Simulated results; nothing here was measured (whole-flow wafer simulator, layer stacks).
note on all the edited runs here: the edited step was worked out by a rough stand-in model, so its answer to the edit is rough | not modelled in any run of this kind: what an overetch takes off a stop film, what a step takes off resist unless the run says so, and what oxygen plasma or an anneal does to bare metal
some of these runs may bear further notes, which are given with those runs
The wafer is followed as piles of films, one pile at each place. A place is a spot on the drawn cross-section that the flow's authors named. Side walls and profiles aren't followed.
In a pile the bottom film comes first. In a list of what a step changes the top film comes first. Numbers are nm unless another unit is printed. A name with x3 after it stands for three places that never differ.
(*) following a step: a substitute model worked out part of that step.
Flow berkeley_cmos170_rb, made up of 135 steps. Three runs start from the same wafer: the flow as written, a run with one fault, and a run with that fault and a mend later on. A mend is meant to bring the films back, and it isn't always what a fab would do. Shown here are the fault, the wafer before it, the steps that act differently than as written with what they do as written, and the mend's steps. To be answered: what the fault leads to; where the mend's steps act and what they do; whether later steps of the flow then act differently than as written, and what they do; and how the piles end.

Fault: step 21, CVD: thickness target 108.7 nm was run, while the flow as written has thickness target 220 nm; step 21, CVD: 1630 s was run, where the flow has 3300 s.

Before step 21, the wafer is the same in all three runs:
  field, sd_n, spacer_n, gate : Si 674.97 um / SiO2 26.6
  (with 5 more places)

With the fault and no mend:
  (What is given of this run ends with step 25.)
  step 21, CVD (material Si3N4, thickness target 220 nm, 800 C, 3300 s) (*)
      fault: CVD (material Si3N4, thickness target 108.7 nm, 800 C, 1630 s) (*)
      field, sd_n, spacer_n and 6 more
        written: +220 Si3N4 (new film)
        fault: +108.7 Si3N4 (new film)
  Every later step of the flow up to step 25 that is run acts as written at every place that is followed.
  Once step 25 is done, the piles at field, sd_n, spacer_n and 6 more depart from the flow's by more than 2% or 0.5 nm, whichever is larger.
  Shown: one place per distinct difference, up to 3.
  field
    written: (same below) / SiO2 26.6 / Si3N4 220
    fault: (same below) / SiO2 26.6 / Si3N4 108.7
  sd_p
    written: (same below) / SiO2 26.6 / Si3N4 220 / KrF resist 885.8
    fault: (same below) / SiO2 26.6 / Si3N4 108.7 / KrF resist 885.8

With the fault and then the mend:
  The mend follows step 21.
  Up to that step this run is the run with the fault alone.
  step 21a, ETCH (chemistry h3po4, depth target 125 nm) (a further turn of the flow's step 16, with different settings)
      field, sd_n, spacer_n and 6 more
        -108.7 Si3N4 (all of it)
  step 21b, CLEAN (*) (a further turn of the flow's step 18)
      alters no film at any place that is followed
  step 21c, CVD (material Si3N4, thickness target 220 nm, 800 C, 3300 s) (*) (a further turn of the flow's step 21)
      field, sd_n, spacer_n and 6 more
        +220 Si3N4 (new film)
  Every later step of the flow that is run acts as written at every place that is followed.
  The piles end the same as the flow's at every place that both follow.
